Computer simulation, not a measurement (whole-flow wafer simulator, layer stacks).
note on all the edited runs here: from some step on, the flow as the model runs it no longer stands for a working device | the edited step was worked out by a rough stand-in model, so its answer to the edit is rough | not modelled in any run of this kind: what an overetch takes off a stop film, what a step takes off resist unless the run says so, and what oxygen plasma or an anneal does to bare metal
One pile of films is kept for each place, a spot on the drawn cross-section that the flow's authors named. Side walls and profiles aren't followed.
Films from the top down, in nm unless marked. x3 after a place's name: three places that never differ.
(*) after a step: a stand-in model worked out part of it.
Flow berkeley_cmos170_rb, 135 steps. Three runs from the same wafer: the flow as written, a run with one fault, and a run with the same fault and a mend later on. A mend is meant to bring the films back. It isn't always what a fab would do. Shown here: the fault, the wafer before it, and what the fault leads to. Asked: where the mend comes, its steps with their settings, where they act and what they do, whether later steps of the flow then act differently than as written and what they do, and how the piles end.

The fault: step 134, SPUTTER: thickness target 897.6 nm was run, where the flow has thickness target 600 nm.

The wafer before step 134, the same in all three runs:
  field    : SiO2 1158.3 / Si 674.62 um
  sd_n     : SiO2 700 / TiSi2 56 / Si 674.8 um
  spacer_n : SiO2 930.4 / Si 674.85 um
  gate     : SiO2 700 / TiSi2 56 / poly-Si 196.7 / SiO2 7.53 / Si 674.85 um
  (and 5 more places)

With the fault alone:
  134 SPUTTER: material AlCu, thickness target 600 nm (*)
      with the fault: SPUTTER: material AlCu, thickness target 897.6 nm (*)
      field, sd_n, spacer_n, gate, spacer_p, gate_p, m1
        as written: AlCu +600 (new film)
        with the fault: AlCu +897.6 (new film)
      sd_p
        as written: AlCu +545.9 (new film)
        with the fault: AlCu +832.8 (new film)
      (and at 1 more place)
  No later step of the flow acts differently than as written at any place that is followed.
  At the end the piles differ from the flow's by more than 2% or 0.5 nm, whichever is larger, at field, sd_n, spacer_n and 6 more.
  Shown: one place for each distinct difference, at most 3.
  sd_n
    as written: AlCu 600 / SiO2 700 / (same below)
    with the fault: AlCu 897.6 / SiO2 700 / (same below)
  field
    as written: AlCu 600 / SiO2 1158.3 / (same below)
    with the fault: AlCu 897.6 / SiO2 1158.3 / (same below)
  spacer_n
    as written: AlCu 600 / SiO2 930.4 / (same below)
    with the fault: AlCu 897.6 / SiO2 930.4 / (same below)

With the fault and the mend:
  The mend comes after step 134.
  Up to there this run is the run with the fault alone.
  134a ETCH: chemistry al pan, depth target 1033 nm
      field, sd_n, spacer_n, gate, spacer_p, gate_p, m1
        AlCu -897.6 (all of it)
      sd_p
        AlCu -832.8 (all of it)
      contact
        AlCu -605.9 (all of it)
  134b SPUTTER: material AlCu, thickness target 600 nm (*) (the flow's step 134 once more)
      field, sd_n, spacer_n, gate, spacer_p, gate_p, m1
        AlCu +600 (new film)
      sd_p
        AlCu +545.9 (new film)
      contact
        AlCu +415.1 (new film)
  No later step of the flow acts differently than as written at any place that is followed.
  At the end the piles are the same as the flow's at every place that both follow.
